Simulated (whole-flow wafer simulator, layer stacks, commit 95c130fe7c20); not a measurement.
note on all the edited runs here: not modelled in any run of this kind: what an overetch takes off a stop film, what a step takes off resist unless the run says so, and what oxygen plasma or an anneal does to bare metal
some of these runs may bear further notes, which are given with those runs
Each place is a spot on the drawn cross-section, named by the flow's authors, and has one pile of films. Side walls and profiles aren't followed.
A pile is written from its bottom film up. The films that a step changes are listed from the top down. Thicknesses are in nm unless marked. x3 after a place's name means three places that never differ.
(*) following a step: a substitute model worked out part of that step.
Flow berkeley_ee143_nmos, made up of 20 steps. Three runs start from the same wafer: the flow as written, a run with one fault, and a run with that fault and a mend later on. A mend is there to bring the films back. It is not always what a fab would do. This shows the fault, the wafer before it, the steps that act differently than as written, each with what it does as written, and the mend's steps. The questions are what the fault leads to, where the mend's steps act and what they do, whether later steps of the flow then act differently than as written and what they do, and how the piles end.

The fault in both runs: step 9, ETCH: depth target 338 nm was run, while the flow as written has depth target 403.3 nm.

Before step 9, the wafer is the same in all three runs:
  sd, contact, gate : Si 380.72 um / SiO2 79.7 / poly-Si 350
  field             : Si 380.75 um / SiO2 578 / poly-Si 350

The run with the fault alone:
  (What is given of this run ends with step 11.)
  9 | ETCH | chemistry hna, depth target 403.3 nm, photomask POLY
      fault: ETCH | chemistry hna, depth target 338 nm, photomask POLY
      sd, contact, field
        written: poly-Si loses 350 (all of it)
        fault: poly-Si loses 338
  Steps further on in the flow that do not act as written:
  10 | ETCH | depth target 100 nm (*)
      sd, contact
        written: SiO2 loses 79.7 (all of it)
        fault: nothing
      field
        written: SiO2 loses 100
        fault: nothing
  After step 11, at sd, contact, field, the piles differ from the flow's by more than 2% or 0.5 nm, whichever is larger.
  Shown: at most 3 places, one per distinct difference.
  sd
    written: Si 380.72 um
    fault: Si 380.72 um / SiO2 79.7 / poly-Si 12
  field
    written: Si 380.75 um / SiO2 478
    fault: Si 380.75 um / SiO2 578 / poly-Si 12

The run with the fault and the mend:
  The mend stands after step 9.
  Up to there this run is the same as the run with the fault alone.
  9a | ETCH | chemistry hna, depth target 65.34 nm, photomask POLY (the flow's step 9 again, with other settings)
      sd, contact, field
        poly-Si loses 12 (all of it)
  None of the later steps of the flow acts differently than as written at any place that is followed.
  At every place that both follow, the piles at the end match the flow's.
